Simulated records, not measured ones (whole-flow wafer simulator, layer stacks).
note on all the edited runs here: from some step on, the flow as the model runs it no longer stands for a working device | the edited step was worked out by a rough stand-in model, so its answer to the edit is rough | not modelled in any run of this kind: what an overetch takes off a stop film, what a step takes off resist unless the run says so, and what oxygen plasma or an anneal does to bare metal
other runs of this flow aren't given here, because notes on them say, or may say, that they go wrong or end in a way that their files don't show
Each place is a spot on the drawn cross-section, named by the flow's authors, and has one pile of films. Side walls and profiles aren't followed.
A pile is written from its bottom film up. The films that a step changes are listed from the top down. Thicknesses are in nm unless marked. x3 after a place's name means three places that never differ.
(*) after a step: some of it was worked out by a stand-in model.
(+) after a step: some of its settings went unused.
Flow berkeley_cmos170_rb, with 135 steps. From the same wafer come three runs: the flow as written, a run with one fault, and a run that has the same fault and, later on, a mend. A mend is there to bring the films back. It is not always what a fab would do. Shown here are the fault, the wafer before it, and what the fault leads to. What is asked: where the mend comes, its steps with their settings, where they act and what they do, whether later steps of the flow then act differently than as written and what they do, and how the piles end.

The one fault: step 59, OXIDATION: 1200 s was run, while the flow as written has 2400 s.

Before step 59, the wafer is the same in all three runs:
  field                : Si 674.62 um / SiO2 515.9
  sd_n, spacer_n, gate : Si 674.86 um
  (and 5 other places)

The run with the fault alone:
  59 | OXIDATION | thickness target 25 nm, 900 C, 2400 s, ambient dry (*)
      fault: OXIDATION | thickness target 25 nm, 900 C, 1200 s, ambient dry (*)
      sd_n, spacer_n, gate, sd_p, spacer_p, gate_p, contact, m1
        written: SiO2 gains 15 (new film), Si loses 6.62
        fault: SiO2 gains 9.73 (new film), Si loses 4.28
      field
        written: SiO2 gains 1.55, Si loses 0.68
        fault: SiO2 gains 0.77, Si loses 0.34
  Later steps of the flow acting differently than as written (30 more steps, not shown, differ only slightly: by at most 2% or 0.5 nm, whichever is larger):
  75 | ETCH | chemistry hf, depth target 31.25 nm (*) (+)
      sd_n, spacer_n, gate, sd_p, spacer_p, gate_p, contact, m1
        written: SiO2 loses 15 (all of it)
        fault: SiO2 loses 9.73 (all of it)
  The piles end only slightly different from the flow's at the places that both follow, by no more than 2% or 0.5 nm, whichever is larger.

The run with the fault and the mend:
  The mend follows step 59.
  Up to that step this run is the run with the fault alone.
  59a | OXIDATION | thickness target 25 nm, 900 C, 1200 s, ambient dry (*) (a further turn of the flow's step 59, with different settings)
      sd_n, spacer_n, gate, sd_p, spacer_p, gate_p, contact, m1
        SiO2 gains 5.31, Si loses 2.34
      field
        SiO2 gains 0.77, Si loses 0.34
  Later steps of the flow that are run all act as written at every place that is followed.
  By the end, the piles equal the flow's at every place that both follow.
